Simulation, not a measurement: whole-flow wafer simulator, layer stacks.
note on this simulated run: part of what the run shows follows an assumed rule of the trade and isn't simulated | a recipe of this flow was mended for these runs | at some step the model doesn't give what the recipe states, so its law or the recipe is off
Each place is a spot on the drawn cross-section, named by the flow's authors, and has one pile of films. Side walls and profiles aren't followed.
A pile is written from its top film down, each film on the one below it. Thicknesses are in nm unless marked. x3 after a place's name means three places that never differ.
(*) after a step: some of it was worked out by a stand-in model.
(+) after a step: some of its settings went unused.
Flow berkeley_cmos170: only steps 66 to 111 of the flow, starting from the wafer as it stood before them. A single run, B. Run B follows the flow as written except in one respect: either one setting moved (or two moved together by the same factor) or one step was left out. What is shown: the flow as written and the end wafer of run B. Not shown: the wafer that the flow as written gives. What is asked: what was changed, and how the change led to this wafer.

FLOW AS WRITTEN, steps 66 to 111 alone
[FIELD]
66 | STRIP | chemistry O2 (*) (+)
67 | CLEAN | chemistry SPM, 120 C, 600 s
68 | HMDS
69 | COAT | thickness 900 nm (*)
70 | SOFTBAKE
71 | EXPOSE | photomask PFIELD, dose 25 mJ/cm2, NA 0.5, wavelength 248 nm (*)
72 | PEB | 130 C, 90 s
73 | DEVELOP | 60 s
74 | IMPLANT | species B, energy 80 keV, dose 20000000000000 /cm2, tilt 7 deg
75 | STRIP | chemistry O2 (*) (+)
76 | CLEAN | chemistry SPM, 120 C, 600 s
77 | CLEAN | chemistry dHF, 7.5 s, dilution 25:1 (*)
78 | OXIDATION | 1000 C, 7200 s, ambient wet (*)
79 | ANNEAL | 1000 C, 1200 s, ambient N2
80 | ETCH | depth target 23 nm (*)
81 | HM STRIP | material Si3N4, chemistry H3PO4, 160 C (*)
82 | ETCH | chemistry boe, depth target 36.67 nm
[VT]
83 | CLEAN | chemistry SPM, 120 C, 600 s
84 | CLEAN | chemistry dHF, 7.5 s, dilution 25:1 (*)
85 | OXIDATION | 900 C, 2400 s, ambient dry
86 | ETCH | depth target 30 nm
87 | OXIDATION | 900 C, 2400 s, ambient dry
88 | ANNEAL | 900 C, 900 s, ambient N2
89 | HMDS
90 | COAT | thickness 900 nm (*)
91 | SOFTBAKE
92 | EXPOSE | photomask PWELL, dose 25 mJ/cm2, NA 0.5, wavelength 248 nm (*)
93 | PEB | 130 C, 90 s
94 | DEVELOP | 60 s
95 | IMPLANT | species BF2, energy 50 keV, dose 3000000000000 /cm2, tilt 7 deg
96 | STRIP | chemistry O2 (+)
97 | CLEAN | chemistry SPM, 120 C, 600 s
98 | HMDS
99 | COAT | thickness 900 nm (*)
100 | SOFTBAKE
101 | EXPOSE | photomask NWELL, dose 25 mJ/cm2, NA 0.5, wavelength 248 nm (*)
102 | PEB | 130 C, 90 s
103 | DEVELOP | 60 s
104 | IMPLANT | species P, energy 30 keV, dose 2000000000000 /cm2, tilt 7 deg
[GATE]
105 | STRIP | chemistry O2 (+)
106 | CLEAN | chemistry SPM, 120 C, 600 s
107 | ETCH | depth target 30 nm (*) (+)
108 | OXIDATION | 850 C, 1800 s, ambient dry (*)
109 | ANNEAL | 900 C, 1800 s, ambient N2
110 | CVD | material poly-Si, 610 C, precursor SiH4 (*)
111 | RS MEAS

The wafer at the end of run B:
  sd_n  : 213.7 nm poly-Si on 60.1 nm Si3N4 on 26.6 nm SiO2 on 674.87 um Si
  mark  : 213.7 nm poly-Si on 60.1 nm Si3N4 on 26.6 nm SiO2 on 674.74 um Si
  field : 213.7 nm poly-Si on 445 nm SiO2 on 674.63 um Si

Cause: step 81, HM STRIP: 124 C was run, while the flow as written has 160 C.

How this came from the change, step by step:
  81 | HM STRIP | material Si3N4, chemistry H3PO4, 160 C (*)
      mark, sd_n, spacer_n and 9 more: -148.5 Si3N4 (in the flow as written it would be: -212.2 Si3N4 (all of it), -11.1 SiO2)
      field: -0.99 SiO2 (in the flow as written it would be: -17.7 SiO2)
  82 | ETCH | chemistry boe, depth target 36.67 nm
      mark, sd_n, spacer_n and 9 more: -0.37 Si3N4 (in the flow as written it would be: -15.5 SiO2 (all of it))
  83 | CLEAN | chemistry SPM, 120 C, 600 s
      mark, sd_n, spacer_n and 9 more: nothing (in the flow as written it would be: +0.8 chemical SiO2 (new film), -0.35 Si)
  84 | CLEAN | chemistry dHF, 7.5 s, dilution 25:1 (*)
      mark, sd_n, spacer_n and 9 more: -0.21 Si3N4 (in the flow as written it would be: -0.8 chemical SiO2 (all of it))
  85 | OXIDATION | 900 C, 2400 s, ambient dry
      mark, sd_n, spacer_n and 9 more: nothing (in the flow as written it would be: +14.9 SiO2 (new film), -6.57 Si)
  86 | ETCH | depth target 30 nm
      mark, sd_n, spacer_n and 9 more: -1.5 Si3N4 (in the flow as written it would be: -14.9 SiO2 (all of it))
  87 | OXIDATION | 900 C, 2400 s, ambient dry
      mark, sd_n, spacer_n and 9 more: nothing (in the flow as written it would be: +14.9 SiO2 (new film), -6.57 Si)
  90 | COAT | thickness 900 nm (*)
      field: +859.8 KrF-resist (new film) (in the flow as written it would be: +840.6 KrF-resist (new film))
      sd_n: +970.2 KrF-resist (new film) (in the flow as written it would be: +1004.6 KrF-resist (new film))
      (and at 9 other places as well)
  94 | DEVELOP | 60 s
      field: -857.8 KrF-resist (all of it) (in the flow as written it would be: -838.8 KrF-resist (all of it))
      sd_n: -968 KrF-resist (all of it) (in the flow as written it would be: -1002.3 KrF-resist (all of it))
      (and at 6 other places as well)
  96 | STRIP | chemistry O2 (+)
      sd_p: -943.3 KrF-resist (all of it) (in the flow as written it would be: -971.9 KrF-resist (all of it))
      spacer_p: -931.6 KrF-resist (all of it) (in the flow as written it would be: -953.7 KrF-resist (all of it))
      (and at 1 other place as well)
  99 | COAT | thickness 900 nm (*)
      field: +859.8 KrF-resist (new film) (in the flow as written it would be: +840.6 KrF-resist (new film))
      sd_n: +970.2 KrF-resist (new film) (in the flow as written it would be: +1004.6 KrF-resist (new film))
      (and at 9 other places as well)
  103 | DEVELOP | 60 s
      sd_p: -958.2 KrF-resist (all of it) (in the flow as written it would be: -986.9 KrF-resist (all of it))
      spacer_p: -946.6 KrF-resist (all of it) (in the flow as written it would be: -968.6 KrF-resist (all of it))
      (and at 1 other place as well)
  105 | STRIP | chemistry O2 (+)
      field: -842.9 KrF-resist (all of it) (in the flow as written it would be: -823.8 KrF-resist (all of it))
      sd_n: -953.1 KrF-resist (all of it) (in the flow as written it would be: -987.4 KrF-resist (all of it))
      (and at 6 other places as well)
  107 | ETCH | depth target 30 nm (*) (+)
      mark, sd_n, spacer_n and 9 more: -1.5 Si3N4 (in the flow as written it would be: -14.9 SiO2 (all of it))
  108 | OXIDATION | 850 C, 1800 s, ambient dry (*)
      mark, sd_n, spacer_n and 9 more: nothing (in the flow as written it would be: +7.48 SiO2 (new film), -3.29 Si)
